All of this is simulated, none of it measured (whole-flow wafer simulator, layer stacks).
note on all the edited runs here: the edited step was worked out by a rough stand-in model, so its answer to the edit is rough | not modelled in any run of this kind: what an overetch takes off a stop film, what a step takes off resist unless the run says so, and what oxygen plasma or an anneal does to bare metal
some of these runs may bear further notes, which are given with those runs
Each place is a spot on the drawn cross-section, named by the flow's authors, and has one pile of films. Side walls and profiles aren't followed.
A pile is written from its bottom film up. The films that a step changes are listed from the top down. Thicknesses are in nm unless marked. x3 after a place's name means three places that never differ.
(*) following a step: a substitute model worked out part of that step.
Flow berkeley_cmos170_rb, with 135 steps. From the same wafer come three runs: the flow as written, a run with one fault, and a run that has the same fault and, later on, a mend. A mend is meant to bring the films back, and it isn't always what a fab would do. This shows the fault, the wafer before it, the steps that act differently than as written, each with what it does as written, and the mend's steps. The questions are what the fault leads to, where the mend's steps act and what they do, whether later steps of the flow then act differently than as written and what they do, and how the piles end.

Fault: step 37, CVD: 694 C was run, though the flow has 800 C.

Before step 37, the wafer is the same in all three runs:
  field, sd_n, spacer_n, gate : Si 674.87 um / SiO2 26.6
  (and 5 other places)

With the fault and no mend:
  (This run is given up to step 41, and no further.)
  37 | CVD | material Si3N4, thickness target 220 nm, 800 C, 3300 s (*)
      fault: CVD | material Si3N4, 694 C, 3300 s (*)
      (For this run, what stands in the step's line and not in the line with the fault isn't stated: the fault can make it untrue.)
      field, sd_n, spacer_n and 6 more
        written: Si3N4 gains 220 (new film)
        fault: Si3N4 gains 31.6 (new film)
  Every later step of the flow up to step 41 that is run acts as written at every place that is followed.
  The piles after step 41 differ from the flow's at field, sd_n, spacer_n and 6 more by more than 2% or 0.5 nm, whichever is larger.
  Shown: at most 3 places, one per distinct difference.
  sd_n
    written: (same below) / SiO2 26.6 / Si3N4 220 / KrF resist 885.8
    fault: (same below) / SiO2 26.6 / Si3N4 31.6 / KrF resist 885.8
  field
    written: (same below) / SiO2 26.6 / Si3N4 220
    fault: (same below) / SiO2 26.6 / Si3N4 31.6

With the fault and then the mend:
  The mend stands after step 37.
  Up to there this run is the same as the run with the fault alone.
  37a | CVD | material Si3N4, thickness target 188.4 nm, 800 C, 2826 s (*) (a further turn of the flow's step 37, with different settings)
      field, sd_n, spacer_n and 6 more
        Si3N4 gains 188.4
  Every later step of the flow that is run acts as written at every place that is followed.
  By the end, the piles equal the flow's at every place that both follow.
